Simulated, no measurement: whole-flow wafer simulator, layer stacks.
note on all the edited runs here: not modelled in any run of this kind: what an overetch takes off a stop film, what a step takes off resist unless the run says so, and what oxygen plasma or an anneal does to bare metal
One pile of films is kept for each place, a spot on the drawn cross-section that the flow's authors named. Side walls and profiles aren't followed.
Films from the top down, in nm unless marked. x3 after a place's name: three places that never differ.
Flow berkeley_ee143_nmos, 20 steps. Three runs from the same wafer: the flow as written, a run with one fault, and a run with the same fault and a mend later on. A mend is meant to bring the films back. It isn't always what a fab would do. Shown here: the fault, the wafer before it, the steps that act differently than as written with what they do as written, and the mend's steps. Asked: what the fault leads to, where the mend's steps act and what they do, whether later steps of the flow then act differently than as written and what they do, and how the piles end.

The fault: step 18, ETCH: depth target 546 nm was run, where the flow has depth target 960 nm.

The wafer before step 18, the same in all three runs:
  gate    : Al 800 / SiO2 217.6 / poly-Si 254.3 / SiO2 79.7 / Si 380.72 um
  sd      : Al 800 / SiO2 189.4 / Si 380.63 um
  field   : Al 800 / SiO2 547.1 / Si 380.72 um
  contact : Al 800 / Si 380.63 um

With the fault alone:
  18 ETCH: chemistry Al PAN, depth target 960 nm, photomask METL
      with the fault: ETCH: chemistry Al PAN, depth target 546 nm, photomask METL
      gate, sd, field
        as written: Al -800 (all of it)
        with the fault: Al -546
  No later step of the flow acts differently than as written at any place that is followed.
  At the end the piles differ from the flow's by more than 2% or 0.5 nm, whichever is larger, at gate, sd, field.
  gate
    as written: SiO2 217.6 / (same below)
    with the fault: Al 254 / SiO2 217.6 / (same below)
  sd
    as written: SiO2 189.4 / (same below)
    with the fault: Al 254 / SiO2 189.4 / (same below)
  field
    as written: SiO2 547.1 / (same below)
    with the fault: Al 254 / SiO2 547.1 / (same below)

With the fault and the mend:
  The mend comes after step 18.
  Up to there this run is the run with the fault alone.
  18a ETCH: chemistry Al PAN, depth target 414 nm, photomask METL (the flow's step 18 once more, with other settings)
      gate, sd, field
        Al -254 (all of it)
  No later step of the flow acts differently than as written at any place that is followed.
  At the end the piles are the same as the flow's at every place that both follow.
